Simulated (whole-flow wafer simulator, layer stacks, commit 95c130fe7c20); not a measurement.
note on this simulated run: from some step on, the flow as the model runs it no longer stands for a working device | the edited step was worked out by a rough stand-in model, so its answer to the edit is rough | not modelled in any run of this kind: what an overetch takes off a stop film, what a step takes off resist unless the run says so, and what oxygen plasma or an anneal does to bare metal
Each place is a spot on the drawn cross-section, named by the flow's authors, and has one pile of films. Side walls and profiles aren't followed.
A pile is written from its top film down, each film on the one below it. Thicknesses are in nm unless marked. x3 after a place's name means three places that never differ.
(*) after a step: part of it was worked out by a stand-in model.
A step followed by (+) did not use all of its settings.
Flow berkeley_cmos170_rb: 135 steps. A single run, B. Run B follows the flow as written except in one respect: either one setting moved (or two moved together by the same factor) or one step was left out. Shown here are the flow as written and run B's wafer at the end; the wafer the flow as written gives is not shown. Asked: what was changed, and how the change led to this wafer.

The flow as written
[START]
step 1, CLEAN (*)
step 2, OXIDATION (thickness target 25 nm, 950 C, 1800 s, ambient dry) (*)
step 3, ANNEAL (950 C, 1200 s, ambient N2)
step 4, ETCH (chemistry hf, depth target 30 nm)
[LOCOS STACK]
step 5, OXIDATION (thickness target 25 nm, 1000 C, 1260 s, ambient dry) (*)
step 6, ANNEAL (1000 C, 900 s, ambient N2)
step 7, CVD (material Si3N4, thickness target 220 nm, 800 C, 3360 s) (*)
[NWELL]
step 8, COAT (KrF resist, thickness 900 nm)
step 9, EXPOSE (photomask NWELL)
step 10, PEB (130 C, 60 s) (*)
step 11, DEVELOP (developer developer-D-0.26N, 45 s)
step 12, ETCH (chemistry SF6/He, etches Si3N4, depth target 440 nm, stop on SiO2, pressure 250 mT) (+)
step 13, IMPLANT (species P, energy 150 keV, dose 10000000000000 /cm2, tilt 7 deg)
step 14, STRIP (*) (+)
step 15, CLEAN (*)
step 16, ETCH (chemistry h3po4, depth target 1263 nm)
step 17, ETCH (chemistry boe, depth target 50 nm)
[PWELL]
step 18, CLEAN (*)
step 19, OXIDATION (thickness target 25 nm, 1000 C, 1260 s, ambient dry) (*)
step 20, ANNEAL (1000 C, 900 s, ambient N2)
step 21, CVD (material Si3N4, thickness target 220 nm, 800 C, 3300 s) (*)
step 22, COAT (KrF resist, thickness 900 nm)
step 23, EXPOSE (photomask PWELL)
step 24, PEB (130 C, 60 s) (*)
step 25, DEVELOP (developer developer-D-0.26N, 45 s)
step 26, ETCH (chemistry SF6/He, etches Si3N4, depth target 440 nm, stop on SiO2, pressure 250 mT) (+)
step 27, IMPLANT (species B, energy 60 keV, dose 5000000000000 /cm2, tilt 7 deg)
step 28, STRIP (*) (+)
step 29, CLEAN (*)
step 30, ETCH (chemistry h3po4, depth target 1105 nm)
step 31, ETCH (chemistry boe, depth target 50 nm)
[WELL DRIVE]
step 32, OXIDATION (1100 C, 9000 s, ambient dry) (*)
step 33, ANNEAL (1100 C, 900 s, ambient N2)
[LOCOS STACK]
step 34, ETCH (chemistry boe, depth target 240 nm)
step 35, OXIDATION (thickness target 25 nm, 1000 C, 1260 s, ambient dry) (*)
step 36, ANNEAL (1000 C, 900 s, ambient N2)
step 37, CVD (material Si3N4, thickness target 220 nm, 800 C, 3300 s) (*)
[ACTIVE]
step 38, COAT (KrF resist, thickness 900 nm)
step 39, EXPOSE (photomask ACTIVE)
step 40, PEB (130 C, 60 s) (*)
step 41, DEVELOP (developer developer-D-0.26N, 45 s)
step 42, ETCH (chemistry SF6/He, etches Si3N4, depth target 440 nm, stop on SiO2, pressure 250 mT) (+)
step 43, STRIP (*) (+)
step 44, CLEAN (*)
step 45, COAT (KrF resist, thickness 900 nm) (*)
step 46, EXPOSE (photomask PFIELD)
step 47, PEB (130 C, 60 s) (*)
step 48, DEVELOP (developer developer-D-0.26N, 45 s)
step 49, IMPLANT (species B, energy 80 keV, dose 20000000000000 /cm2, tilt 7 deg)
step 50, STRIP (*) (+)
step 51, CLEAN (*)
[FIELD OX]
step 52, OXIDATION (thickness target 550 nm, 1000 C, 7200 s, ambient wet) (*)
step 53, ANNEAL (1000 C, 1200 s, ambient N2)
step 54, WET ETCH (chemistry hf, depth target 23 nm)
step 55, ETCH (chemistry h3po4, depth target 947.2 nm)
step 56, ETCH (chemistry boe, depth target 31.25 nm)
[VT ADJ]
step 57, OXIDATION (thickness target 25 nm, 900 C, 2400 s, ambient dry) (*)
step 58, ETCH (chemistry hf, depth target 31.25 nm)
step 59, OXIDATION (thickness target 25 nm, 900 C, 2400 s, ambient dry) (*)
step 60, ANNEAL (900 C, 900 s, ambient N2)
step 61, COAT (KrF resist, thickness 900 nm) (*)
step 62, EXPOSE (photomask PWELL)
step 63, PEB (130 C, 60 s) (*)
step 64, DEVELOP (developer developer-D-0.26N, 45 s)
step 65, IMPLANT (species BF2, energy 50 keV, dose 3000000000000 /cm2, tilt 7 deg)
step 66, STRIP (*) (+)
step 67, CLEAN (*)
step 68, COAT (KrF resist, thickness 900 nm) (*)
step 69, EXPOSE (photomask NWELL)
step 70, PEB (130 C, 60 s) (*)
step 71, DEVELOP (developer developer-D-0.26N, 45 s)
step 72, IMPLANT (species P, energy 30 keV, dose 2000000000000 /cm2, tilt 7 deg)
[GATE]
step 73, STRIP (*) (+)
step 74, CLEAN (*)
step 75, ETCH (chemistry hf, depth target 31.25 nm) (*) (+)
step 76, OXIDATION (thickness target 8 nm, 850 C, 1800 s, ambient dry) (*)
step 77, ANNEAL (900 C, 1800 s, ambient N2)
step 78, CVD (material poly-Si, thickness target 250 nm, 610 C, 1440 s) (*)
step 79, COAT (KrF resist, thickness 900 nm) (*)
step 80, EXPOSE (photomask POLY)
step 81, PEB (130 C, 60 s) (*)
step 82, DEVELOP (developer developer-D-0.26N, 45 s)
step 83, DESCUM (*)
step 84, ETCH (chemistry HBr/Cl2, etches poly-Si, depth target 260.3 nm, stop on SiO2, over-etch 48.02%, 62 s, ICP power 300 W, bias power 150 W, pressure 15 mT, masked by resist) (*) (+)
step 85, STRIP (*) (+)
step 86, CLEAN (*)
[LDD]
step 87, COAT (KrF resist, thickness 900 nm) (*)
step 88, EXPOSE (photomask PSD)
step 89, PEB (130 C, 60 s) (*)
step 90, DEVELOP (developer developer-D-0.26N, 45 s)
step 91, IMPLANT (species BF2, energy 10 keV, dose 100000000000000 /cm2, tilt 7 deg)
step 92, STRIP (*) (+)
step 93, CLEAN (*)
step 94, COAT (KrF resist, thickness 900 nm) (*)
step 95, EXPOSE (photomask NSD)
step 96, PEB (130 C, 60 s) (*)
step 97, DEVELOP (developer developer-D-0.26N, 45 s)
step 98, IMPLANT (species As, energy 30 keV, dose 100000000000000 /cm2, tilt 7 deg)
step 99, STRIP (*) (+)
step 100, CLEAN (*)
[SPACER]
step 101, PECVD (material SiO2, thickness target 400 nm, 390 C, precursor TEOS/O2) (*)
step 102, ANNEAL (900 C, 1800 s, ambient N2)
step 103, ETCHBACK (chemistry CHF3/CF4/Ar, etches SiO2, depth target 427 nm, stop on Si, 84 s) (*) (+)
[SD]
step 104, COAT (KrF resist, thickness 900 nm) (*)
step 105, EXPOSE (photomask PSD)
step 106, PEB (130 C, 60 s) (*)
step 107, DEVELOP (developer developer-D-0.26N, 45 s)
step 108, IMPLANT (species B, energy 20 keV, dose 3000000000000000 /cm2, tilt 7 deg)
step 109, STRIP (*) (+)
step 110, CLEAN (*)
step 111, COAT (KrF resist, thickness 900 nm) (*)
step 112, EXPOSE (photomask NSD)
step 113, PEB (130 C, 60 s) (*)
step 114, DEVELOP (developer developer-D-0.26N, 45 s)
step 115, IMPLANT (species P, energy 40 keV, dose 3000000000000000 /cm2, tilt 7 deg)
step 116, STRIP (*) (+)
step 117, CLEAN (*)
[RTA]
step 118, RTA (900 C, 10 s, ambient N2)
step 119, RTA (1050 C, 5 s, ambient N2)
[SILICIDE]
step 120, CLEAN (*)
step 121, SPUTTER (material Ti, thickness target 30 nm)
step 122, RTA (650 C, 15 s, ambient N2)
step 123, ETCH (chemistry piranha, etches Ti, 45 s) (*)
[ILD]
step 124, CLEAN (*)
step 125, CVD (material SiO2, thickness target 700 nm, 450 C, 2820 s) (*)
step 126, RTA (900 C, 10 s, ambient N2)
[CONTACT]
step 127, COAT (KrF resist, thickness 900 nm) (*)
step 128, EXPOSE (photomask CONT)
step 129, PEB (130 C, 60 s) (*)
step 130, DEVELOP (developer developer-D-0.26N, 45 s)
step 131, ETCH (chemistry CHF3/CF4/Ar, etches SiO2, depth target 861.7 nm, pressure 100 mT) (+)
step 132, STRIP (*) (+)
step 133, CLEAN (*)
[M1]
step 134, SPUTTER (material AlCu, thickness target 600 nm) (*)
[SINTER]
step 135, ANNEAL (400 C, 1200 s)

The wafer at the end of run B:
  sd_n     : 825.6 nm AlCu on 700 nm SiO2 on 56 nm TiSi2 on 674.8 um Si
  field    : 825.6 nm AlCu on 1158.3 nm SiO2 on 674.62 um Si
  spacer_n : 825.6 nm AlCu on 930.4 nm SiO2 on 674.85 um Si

What caused this: step 134, SPUTTER: thickness target 825.6 nm was run, whereas the flow has thickness target 600 nm.
The wafer itself shows it: sd_n has AlCu 825.6, and step 134 as written asks for 600 nm.

The path from the change to this, step by step:
  step 134, SPUTTER (material AlCu, thickness target 600 nm) (*)
      field, sd_n, spacer_n, gate, spacer_p, gate_p, m1: +825.6 AlCu (new film) (it would be, as written: +600 AlCu (new film))
      sd_p: +762.8 AlCu (new film) (it would be, as written: +545.9 AlCu (new film))
      (as well as at 1 more place)
